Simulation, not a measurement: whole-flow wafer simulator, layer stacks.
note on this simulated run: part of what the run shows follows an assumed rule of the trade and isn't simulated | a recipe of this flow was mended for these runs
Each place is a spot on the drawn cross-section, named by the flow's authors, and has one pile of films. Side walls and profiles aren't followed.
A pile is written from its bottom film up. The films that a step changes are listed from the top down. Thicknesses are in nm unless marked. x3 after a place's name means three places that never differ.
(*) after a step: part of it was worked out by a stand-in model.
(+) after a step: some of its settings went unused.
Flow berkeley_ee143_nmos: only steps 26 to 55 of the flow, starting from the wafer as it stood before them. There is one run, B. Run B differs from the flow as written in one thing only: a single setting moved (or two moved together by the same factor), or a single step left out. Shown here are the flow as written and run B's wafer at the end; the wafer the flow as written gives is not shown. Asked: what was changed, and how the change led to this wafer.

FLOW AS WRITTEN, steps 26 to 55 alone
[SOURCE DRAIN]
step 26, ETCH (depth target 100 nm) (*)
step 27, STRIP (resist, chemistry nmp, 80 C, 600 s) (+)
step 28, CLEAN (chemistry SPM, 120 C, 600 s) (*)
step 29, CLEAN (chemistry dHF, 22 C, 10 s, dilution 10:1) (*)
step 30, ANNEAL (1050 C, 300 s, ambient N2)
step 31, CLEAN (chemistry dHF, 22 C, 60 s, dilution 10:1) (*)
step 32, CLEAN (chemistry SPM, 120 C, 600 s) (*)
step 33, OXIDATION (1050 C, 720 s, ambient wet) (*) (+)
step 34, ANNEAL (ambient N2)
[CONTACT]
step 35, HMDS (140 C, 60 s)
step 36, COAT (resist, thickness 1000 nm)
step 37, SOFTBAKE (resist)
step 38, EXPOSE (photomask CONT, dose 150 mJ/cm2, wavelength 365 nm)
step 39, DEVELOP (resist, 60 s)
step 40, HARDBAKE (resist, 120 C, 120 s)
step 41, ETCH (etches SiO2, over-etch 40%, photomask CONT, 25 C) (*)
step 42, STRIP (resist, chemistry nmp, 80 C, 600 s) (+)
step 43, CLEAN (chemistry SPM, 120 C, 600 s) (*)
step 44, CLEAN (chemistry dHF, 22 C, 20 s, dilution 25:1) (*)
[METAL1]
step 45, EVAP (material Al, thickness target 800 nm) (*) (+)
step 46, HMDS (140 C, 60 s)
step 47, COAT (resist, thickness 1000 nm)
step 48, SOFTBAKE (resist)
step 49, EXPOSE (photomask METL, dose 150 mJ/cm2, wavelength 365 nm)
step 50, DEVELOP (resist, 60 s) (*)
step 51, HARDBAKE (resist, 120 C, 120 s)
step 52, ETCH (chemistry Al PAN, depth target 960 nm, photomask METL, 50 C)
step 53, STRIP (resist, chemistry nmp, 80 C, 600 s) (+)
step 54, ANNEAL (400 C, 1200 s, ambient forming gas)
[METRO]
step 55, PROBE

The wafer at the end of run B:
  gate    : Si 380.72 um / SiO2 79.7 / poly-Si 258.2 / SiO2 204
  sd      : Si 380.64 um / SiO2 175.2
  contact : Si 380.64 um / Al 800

The reason: step 33, OXIDATION: 1043 C was run, though the flow has 1050 C.

How this came from the change, step by step:
  step 33, OXIDATION (1050 C, 720 s, ambient wet) (*) (+)
      sd, contact: +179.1 SiO2 (new film), -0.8 chemical SiO2 (all of it), -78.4 Si (it would be, as written: +189.4 SiO2 (new film), -0.8 chemical SiO2 (all of it), -83 Si)
      gate: +207.8 SiO2 (new film), -0.8 chemical SiO2 (all of it), -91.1 poly-Si (it would be, as written: +217.6 SiO2 (new film), -0.8 chemical SiO2 (all of it), -95.4 poly-Si)
      (also at 1 further place)
  step 41, ETCH (etches SiO2, over-etch 40%, photomask CONT, 25 C) (*)
      contact: -179.1 SiO2 (all of it) (it would be, as written: -189.4 SiO2 (all of it))
